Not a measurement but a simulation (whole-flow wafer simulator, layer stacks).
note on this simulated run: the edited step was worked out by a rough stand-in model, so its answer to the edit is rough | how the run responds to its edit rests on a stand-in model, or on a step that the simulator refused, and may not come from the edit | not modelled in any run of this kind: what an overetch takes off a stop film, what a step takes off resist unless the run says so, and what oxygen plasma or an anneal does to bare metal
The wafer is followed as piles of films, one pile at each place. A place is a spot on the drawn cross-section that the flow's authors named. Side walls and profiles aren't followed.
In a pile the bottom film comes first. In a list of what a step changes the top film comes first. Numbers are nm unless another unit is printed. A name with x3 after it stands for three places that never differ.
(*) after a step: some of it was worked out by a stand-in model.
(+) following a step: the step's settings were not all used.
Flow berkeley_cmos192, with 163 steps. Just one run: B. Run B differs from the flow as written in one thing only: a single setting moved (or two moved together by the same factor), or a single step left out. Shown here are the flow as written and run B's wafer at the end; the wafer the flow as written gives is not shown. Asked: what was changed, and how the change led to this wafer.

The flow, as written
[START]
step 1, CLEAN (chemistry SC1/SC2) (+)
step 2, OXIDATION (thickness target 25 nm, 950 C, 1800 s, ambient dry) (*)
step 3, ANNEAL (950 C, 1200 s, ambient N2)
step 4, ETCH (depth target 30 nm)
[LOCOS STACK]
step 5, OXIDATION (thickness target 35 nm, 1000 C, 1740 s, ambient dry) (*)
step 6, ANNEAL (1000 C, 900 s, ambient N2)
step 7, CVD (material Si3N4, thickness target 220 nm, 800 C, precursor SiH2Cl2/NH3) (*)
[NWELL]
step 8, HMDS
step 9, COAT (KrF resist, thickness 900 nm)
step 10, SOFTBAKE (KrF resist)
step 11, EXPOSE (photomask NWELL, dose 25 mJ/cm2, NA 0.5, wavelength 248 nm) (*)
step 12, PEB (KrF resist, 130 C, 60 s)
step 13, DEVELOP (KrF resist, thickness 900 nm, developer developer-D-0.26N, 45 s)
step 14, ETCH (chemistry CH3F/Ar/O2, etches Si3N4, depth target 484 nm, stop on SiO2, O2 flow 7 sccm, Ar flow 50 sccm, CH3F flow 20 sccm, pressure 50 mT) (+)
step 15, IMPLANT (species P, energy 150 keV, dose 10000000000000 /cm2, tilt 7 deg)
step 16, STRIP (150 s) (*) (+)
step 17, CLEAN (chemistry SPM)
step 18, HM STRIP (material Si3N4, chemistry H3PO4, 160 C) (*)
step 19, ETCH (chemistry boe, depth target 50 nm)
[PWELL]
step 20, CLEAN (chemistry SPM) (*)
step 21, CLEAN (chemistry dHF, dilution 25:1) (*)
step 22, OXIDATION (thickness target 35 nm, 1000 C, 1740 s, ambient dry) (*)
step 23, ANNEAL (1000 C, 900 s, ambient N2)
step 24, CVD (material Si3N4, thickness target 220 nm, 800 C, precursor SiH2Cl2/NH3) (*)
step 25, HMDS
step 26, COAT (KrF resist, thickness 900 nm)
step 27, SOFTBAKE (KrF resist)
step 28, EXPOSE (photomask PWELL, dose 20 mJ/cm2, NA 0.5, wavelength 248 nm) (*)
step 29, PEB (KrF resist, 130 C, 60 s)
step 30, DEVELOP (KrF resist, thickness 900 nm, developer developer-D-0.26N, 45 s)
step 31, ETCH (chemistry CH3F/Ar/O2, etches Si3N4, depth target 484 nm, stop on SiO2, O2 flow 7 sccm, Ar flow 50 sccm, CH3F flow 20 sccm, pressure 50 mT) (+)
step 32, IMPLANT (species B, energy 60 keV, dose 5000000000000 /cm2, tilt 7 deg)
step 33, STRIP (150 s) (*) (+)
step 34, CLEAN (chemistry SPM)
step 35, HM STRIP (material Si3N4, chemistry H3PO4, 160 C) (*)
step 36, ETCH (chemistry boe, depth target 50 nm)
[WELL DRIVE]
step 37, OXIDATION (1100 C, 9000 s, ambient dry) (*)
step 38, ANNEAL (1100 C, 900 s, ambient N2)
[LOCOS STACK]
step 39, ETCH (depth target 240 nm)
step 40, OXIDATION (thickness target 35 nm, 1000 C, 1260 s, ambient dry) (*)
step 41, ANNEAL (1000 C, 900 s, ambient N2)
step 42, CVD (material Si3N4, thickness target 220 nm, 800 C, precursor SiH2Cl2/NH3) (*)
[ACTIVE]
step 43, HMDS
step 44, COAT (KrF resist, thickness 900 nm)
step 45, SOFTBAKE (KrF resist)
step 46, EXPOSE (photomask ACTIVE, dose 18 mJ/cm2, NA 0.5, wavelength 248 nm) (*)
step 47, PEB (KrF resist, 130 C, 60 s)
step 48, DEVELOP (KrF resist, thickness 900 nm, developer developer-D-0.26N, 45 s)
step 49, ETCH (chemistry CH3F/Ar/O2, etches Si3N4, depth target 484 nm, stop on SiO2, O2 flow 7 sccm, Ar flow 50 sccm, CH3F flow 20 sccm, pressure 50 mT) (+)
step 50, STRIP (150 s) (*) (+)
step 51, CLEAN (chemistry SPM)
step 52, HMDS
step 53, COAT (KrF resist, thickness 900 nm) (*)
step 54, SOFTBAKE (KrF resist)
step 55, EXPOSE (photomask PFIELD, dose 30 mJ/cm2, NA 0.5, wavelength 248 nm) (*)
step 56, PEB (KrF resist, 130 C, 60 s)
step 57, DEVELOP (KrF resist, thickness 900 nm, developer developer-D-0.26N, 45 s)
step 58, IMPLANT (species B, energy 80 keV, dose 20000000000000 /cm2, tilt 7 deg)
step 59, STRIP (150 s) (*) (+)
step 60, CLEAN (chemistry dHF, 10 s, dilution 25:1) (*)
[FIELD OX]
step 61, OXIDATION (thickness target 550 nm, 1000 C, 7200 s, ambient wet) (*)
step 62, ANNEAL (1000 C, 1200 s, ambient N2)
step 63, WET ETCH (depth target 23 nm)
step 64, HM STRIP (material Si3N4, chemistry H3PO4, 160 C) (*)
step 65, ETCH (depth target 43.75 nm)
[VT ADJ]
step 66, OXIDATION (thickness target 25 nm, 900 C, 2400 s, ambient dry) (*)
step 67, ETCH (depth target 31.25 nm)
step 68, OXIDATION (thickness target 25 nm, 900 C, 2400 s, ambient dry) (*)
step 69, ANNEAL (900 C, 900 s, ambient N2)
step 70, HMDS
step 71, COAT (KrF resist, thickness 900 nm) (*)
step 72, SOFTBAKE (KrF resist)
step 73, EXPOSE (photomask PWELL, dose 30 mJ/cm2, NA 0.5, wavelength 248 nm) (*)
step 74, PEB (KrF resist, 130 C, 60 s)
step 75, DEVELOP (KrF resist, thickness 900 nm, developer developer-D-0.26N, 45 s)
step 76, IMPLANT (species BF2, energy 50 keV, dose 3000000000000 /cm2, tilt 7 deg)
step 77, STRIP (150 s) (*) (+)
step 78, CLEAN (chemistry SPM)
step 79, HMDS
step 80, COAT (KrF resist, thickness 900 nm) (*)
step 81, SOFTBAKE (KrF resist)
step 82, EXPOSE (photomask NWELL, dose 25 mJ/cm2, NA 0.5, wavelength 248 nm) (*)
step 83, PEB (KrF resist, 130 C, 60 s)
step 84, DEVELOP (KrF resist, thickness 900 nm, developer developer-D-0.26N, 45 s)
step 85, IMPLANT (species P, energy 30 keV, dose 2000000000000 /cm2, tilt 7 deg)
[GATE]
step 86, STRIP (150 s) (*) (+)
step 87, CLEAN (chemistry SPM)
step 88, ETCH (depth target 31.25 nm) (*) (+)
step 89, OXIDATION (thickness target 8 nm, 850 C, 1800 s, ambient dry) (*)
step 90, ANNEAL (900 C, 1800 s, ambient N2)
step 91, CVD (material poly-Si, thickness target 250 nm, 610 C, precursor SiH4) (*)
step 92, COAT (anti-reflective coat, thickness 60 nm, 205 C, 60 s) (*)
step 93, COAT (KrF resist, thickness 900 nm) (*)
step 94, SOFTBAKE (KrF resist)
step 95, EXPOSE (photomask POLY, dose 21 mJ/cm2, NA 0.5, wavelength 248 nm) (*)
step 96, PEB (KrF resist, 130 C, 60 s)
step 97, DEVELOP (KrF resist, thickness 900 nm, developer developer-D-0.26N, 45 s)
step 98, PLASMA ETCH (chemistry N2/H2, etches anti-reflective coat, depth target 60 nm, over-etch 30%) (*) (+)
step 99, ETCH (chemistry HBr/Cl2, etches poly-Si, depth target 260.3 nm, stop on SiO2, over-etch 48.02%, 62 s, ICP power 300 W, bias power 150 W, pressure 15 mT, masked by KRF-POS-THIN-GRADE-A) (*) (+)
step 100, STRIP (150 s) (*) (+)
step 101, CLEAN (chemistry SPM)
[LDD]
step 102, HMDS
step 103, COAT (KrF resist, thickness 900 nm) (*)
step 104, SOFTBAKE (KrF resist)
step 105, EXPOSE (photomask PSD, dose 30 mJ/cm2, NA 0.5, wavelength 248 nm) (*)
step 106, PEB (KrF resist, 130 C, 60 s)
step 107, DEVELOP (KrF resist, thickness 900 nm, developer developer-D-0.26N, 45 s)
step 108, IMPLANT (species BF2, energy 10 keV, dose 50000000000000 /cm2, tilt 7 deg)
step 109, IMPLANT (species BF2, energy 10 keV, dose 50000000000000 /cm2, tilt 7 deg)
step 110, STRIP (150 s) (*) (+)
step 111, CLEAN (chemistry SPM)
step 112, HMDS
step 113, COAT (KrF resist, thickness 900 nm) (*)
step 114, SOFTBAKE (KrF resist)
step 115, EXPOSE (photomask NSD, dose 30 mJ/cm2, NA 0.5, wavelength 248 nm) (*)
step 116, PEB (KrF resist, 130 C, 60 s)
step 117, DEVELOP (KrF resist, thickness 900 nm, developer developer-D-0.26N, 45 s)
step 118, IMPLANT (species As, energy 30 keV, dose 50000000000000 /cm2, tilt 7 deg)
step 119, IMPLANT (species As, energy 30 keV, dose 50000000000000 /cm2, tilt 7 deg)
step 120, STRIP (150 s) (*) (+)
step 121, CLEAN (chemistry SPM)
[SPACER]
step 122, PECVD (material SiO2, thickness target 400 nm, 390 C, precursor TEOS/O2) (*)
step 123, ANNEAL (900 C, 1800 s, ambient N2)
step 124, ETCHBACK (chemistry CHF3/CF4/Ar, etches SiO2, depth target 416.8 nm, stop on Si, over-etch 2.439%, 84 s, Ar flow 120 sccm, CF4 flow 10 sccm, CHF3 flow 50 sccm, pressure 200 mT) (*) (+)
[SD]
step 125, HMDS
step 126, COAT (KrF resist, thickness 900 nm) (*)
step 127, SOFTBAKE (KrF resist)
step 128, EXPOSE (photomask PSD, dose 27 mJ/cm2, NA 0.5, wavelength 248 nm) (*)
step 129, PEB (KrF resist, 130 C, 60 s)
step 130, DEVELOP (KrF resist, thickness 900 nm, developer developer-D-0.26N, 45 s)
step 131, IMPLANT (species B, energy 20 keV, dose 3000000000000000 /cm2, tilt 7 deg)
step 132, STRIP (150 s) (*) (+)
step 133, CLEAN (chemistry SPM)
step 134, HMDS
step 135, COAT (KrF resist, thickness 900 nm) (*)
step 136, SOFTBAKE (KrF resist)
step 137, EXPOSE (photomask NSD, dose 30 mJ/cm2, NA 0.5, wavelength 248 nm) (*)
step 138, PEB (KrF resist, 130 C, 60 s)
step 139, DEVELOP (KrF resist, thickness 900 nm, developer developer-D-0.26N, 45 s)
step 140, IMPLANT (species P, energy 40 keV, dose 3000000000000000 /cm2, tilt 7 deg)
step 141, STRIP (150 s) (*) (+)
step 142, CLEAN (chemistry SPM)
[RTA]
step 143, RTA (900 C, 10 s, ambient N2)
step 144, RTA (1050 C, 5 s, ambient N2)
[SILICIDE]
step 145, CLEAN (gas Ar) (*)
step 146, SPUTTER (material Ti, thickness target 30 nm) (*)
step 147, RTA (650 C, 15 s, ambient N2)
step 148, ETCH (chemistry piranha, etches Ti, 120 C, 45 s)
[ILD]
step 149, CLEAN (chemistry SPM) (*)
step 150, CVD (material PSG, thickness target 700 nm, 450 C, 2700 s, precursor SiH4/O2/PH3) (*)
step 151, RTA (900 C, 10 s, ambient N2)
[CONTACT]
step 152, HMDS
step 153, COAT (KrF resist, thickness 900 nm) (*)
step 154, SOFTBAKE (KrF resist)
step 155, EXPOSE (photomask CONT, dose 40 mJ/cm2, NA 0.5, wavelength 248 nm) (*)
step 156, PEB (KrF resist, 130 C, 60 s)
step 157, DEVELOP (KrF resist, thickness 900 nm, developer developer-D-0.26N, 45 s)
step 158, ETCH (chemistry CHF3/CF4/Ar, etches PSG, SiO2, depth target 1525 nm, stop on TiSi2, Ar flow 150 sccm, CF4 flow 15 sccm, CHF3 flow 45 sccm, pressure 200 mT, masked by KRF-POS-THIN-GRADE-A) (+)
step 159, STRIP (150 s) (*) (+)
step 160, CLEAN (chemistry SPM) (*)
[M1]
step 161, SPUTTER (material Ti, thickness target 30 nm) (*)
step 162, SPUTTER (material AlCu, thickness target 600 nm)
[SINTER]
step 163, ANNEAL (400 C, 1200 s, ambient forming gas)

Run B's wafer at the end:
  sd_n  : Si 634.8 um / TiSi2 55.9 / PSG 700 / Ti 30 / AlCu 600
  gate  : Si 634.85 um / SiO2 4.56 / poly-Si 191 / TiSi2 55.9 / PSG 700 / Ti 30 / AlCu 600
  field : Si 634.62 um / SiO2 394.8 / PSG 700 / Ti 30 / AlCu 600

What caused this: step 89, OXIDATION: 720 s was run, while the flow as written has 1800 s.

Step by step, how the change led to this:
  step 89, OXIDATION (thickness target 8 nm, 850 C, 1800 s, ambient dry) (*)
      sd_n, spacer_n, gate, sd_p, spacer_p, gate_p, contact, m1: +4.56 SiO2 (new film), -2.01 Si (it would be, as written: +7.48 SiO2 (new film), -3.29 Si)
